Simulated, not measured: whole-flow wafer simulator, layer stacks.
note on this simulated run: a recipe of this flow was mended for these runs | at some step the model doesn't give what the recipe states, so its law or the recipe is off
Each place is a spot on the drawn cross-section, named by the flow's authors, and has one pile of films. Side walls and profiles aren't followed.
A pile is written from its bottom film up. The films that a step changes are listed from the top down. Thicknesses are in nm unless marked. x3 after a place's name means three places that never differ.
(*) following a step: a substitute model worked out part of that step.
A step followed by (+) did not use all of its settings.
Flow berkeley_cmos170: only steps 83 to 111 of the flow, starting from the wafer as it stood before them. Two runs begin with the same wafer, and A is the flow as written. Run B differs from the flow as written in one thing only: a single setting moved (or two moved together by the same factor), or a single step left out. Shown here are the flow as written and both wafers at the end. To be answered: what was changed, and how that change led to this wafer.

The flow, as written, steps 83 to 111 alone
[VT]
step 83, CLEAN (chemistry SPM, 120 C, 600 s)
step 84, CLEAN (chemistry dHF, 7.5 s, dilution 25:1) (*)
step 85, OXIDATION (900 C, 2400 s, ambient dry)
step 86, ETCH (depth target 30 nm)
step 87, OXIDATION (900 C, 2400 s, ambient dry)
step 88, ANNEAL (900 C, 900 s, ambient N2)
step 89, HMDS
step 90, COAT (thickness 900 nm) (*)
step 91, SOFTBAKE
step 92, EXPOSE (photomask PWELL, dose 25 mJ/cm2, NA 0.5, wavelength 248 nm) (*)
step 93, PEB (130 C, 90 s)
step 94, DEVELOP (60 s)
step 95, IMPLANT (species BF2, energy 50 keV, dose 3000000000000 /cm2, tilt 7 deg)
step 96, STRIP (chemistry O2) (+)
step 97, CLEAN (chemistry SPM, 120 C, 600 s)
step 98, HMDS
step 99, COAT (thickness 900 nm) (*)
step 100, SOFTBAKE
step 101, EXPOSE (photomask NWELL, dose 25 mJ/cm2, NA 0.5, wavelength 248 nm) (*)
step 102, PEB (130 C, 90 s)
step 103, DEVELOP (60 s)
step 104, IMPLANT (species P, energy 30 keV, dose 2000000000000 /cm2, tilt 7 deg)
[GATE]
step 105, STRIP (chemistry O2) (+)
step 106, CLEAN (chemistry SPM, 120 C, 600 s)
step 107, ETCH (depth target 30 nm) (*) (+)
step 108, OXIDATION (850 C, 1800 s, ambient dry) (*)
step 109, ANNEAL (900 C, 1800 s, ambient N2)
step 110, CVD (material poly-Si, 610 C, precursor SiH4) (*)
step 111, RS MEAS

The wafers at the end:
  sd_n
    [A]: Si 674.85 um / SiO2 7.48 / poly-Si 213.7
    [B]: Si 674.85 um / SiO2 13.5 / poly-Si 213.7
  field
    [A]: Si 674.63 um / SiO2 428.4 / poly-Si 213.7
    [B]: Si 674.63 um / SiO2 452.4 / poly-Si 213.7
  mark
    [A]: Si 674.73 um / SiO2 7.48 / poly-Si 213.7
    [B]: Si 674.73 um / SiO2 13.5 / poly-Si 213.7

The reason: step 107, ETCH: depth target 6 nm was run, whereas the flow has depth target 30 nm.

Step by step, how the change led to this:
  step 107, ETCH (depth target 30 nm) (*) (+)
      mark, sd_n, spacer_n and 9 more: A SiO2 loses 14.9 (all of it) | B SiO2 loses 6
      field: A SiO2 loses 30 | B SiO2 loses 6
  step 108, OXIDATION (850 C, 1800 s, ambient dry) (*)
      mark, sd_n, spacer_n and 9 more: A SiO2 gains 7.48 (new film), Si loses 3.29 | B SiO2 gains 4.51, Si loses 1.98
